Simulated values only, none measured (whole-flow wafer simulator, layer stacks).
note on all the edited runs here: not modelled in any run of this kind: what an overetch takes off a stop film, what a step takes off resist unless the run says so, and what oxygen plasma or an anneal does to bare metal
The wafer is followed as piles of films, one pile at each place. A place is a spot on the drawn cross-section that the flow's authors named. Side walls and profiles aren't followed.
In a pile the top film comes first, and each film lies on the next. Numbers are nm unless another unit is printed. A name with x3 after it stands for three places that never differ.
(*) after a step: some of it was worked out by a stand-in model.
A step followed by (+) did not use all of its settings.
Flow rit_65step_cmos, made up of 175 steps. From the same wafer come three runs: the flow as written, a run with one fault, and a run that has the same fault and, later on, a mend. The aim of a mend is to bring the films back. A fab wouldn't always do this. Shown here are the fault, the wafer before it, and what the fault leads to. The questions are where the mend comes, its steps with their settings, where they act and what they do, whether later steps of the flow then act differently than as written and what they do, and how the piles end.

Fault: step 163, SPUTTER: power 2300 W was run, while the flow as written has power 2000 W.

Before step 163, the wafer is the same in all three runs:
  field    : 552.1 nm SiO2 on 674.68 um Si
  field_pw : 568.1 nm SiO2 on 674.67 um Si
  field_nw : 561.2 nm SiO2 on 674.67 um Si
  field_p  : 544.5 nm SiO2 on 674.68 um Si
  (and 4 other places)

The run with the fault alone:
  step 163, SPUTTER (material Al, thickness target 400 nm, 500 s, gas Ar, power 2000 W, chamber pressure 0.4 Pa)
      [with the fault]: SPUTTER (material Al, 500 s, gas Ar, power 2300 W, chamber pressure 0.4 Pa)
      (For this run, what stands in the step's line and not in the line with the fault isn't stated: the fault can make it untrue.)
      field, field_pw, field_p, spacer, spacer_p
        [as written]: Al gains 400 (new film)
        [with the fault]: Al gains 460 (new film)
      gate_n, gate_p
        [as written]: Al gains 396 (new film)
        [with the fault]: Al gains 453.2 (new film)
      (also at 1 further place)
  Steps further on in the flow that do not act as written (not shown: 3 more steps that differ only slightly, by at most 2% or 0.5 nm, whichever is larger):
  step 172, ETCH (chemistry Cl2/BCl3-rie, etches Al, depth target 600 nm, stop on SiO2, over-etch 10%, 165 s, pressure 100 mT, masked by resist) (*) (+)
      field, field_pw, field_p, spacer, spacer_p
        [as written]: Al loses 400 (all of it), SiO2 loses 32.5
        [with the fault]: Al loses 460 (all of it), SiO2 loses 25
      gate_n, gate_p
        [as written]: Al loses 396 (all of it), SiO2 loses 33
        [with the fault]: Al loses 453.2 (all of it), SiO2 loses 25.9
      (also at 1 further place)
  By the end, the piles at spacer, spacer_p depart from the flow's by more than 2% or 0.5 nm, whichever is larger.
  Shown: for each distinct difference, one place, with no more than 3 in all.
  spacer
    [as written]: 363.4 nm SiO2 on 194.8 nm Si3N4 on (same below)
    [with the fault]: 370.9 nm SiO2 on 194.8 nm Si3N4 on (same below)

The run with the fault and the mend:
  The mend stands after step 164.
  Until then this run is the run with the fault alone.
  step 164a, ETCH (chemistry al pan, depth target 528.7 nm)
      field, field_pw, field_nw, field_p, spacer, spacer_p
        Al loses 460 (all of it)
      gate_n, gate_p
        Al loses 453.2 (all of it)
  step 164b, SPUTTER (material Al, thickness target 400 nm, 500 s, gas Ar, power 2000 W, chamber pressure 0.4 Pa) (the flow's step 163 again)
      field, field_pw, field_p, spacer, spacer_p
        Al gains 400 (new film)
      gate_n, gate_p
        Al gains 396 (new film)
      field_nw
        Al gains 397.2 (new film)
  Every later step of the flow that is run acts as written at every place that is followed.
  By the end, the piles equal the flow's at every place that both follow.
